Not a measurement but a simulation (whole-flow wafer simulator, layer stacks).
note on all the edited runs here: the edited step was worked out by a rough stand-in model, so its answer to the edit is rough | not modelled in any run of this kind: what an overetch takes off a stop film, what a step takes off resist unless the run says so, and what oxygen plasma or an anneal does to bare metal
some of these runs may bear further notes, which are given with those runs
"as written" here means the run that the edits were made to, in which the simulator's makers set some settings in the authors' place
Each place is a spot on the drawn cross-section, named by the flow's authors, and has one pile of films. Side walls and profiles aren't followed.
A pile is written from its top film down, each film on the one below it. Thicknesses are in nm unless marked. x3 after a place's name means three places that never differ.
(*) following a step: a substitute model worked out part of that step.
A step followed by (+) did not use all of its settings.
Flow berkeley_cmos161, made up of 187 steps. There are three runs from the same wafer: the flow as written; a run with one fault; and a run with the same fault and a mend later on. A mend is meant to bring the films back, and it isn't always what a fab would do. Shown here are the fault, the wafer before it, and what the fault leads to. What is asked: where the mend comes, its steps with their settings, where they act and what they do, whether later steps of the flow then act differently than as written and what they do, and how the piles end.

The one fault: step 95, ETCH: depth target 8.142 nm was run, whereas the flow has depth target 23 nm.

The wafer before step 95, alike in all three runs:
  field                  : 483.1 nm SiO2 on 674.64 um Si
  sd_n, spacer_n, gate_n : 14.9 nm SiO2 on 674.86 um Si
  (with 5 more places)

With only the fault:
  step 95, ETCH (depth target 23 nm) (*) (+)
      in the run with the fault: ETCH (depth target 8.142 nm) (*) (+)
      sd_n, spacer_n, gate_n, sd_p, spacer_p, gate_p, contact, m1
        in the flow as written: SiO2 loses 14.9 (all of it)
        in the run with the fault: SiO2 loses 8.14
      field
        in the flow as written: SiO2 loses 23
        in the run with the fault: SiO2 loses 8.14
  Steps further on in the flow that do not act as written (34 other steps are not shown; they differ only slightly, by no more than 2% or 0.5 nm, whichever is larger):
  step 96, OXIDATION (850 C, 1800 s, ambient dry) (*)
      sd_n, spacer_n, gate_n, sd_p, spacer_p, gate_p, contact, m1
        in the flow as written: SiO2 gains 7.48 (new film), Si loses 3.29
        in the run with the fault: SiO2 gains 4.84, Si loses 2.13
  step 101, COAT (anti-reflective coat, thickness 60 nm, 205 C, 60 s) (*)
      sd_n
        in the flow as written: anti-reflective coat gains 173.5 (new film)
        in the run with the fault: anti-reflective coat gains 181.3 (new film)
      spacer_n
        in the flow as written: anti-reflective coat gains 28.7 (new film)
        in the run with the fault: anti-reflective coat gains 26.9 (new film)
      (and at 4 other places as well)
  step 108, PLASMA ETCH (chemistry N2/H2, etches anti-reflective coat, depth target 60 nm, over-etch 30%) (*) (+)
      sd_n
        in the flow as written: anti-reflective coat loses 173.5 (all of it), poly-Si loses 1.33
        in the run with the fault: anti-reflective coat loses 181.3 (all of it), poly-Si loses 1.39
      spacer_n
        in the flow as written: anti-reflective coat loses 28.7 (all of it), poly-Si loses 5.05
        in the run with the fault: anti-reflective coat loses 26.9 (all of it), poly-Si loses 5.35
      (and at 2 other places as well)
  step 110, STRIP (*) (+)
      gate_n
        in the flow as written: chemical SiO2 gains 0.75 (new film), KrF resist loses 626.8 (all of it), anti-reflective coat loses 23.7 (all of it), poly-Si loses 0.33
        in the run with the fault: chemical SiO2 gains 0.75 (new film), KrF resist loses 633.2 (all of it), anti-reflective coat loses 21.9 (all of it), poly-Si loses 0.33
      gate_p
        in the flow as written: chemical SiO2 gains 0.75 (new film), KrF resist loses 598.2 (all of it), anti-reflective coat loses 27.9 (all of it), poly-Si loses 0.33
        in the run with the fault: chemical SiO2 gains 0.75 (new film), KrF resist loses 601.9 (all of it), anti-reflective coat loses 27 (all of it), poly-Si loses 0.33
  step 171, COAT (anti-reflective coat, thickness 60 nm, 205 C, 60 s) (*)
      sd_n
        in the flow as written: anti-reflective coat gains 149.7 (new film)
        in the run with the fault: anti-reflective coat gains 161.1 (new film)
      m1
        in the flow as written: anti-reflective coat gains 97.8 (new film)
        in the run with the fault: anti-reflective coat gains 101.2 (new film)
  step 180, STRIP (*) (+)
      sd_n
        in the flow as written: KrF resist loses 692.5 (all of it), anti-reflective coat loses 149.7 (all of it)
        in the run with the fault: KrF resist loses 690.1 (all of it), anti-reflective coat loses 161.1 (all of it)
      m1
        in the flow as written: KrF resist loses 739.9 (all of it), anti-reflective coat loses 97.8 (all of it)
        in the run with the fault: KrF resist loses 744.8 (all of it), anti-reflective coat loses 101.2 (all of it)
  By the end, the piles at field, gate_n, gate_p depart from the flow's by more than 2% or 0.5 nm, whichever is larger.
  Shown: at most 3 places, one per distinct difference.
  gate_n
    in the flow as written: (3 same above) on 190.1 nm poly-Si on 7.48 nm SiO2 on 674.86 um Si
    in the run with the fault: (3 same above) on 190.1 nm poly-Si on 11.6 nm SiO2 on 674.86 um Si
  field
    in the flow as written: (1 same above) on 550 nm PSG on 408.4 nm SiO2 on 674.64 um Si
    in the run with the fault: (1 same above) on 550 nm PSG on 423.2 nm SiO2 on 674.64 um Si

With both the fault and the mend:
  After step 95 comes the mend.
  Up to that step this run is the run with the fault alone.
  step 95a, ETCH (depth target 14.86 nm) (*) (+) (the flow's step 95 again, with other settings)
      sd_n, spacer_n, gate_n, sd_p, spacer_p, gate_p, contact, m1
        SiO2 loses 6.8 (all of it)
      field
        SiO2 loses 14.9
  Later steps of the flow that are run all act as written at every place that is followed, up to a difference of at most 2% or 0.5 nm, whichever is larger.
  The piles end the same as the flow's at every place that both follow.
